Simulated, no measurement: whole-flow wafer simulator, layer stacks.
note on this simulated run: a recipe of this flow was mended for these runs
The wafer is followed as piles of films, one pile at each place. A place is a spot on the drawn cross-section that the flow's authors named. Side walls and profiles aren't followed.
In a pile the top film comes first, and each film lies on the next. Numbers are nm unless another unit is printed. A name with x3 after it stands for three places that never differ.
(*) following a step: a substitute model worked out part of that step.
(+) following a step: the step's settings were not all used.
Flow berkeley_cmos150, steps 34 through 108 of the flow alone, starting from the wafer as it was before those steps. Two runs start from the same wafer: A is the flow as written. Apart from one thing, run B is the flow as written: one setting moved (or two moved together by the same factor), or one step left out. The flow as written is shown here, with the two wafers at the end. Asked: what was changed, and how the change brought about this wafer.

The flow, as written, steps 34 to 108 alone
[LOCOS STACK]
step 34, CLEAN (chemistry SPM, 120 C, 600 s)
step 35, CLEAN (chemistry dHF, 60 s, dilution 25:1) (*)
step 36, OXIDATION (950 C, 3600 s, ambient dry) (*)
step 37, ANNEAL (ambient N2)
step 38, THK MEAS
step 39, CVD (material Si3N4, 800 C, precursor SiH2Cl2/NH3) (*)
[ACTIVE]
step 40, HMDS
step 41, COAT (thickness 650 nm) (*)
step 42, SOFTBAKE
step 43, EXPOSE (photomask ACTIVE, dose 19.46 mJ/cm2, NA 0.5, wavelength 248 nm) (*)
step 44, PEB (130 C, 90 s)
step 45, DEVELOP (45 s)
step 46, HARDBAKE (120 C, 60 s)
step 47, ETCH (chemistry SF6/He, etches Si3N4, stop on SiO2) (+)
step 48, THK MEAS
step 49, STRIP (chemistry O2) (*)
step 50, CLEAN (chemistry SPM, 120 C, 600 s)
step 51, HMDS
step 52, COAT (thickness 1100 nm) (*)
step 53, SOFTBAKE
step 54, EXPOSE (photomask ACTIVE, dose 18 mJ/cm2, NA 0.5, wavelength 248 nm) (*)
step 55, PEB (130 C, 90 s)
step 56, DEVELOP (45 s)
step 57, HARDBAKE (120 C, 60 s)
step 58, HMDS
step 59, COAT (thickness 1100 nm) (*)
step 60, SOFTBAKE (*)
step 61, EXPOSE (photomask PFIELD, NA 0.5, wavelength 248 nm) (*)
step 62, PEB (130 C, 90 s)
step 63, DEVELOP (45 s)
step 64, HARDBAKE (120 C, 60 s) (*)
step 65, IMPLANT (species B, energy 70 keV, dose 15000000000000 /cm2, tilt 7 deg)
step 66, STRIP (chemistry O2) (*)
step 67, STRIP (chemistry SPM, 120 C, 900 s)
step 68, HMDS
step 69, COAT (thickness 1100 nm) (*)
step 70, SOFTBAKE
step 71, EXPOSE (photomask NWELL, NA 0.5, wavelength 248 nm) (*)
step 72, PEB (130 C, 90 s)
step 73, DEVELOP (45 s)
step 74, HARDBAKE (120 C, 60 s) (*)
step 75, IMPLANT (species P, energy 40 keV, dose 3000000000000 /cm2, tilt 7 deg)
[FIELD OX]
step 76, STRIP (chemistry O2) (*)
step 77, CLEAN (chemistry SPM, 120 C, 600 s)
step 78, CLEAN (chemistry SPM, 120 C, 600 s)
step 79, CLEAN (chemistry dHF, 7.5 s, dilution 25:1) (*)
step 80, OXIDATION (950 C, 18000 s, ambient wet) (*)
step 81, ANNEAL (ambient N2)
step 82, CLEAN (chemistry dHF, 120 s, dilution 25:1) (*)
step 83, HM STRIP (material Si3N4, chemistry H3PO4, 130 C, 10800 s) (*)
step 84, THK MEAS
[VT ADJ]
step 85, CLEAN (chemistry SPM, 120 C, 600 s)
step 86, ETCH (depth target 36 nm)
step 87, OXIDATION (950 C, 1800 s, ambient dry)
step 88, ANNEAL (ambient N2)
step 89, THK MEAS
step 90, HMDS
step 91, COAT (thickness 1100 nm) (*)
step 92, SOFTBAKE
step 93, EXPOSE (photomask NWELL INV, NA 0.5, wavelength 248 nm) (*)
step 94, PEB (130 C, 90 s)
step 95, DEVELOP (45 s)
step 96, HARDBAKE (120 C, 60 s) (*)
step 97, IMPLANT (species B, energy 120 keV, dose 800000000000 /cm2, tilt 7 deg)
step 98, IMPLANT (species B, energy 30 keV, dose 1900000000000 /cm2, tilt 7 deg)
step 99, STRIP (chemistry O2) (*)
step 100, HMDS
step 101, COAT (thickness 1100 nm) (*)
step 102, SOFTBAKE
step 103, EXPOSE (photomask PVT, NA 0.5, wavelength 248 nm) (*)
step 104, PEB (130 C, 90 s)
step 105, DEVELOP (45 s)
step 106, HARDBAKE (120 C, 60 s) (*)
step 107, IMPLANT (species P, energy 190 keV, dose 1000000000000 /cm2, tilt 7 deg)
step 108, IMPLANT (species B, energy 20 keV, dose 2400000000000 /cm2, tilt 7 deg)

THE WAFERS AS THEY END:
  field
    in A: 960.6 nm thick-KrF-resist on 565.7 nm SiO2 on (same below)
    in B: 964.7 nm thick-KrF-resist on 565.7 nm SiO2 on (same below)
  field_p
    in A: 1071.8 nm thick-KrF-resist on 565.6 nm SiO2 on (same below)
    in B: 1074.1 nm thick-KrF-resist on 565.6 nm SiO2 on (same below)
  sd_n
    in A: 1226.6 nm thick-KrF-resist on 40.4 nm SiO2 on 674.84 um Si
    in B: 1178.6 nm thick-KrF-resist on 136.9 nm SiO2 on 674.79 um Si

What caused this: step 39, CVD: 680 C was run, though the flow has 800 C.

The path from the change to this, step by step:
  step 39, CVD (material Si3N4, 800 C, precursor SiH2Cl2/NH3) (*)
      field, field_p, sd_n, gate_n, sd_p, gate_p, contact, m1: A Si3N4 gains 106 (new film) | B Si3N4 gains 13.8 (new film)
  step 47, ETCH (chemistry SF6/He, etches Si3N4, stop on SiO2) (+)
      sd_n, gate_n, sd_p, gate_p, contact, m1: A KrF-resist loses 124 | B KrF-resist loses 23.7
      field, field_p: A Si3N4 loses 106 (all of it), SiO2 loses 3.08 | B Si3N4 loses 13.8 (all of it), SiO2 loses 3.08
  step 49, STRIP (chemistry O2) (*)
      sd_n: A KrF-resist loses 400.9 (all of it) | B KrF-resist loses 501.1 (all of it)
      gate_n: A KrF-resist loses 409.3 (all of it) | B KrF-resist loses 509.5 (all of it)
      (also at 4 further places)
  step 52, COAT (thickness 1100 nm) (*)
      field_p: A thick-KrF-resist gains 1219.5 (new film) | B thick-KrF-resist gains 1188.6 (new film)
      sd_n: A thick-KrF-resist gains 1019.1 (new film) | B thick-KrF-resist gains 1072.2 (new film)
      (also at 5 further places)
  step 56, DEVELOP (45 s)
      field_p: A thick-KrF-resist loses 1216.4 (all of it) | B thick-KrF-resist loses 1185.6 (all of it)
  step 57, HARDBAKE (120 C, 60 s)
      sd_n: A thick-KrF-resist loses 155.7 | B thick-KrF-resist loses 163.8
      gate_n: A thick-KrF-resist loses 158.8 | B thick-KrF-resist loses 165.3
      (also at 4 further places)
  step 59, COAT (thickness 1100 nm) (*)
      sd_n: A thick-KrF-resist gains 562 | B thick-KrF-resist gains 583.5
      gate_n: A thick-KrF-resist gains 669.9 | B thick-KrF-resist gains 693.1
      (also at 4 further places)
  step 66, STRIP (chemistry O2) (*)
      sd_n: A thick-KrF-resist loses 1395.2 (all of it) | B thick-KrF-resist loses 1461.4 (all of it)
      gate_n: A thick-KrF-resist loses 1520.2 (all of it) | B thick-KrF-resist loses 1579.3 (all of it)
      (also at 4 further places)
  step 69, COAT (thickness 1100 nm) (*)
      field_p: A thick-KrF-resist gains 1219.5 (new film) | B thick-KrF-resist gains 1188.6 (new film)
      sd_n: A thick-KrF-resist gains 1019.1 (new film) | B thick-KrF-resist gains 1072.2 (new film)
      (also at 5 further places)
  step 73, DEVELOP (45 s)
      field_p: A thick-KrF-resist loses 1216.4 (all of it) | B thick-KrF-resist loses 1185.6 (all of it)
      sd_p: A thick-KrF-resist loses 1108.9 (all of it) | B thick-KrF-resist loses 1156.3 (all of it)
      (also at 1 further place)
  step 76, STRIP (chemistry O2) (*)
      sd_n: A thick-KrF-resist loses 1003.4 (all of it) | B thick-KrF-resist loses 1056.3 (all of it)
      gate_n: A thick-KrF-resist loses 1023.9 (all of it) | B thick-KrF-resist loses 1066.4 (all of it)
      (also at 2 further places)
  step 80, OXIDATION (950 C, 18000 s, ambient wet) (*)
      sd_n: A SiO2 gains 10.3 (new film), Si3N4 loses 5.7, SiO2 gains 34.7, Si loses 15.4 | B SiO2 gains 10.3 (new film), Si3N4 loses 5.7, SiO2 gains 138, Si loses 60.7
  step 83, HM STRIP (material Si3N4, chemistry H3PO4, 130 C, 10800 s) (*)
      sd_n, gate_n, contact, m1: A Si3N4 loses 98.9 (all of it), SiO2 loses 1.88 | B Si3N4 loses 6.66 (all of it), SiO2 loses 2.66
      sd_p, gate_p: A Si3N4 loses 98.7 (all of it), SiO2 loses 1.88 | B Si3N4 loses 6.45 (all of it), SiO2 loses 2.66
  step 86, ETCH (depth target 36 nm)
      gate_n, sd_p, gate_p, contact, m1: A SiO2 loses 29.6 (all of it) | B SiO2 loses 28.8 (all of it)
  step 87, OXIDATION (950 C, 1800 s, ambient dry)
      sd_n: A SiO2 gains 12.1, Si loses 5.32 | B SiO2 gains 6.13, Si loses 2.7
  step 91, COAT (thickness 1100 nm) (*)
      sd_n: A thick-KrF-resist gains 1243 (new film) | B thick-KrF-resist gains 1194.9 (new film)
  ... 1 further step ...
  step 101, COAT (thickness 1100 nm) (*)
      sd_n: A thick-KrF-resist gains 1243 (new film) | B thick-KrF-resist gains 1194.9 (new film)
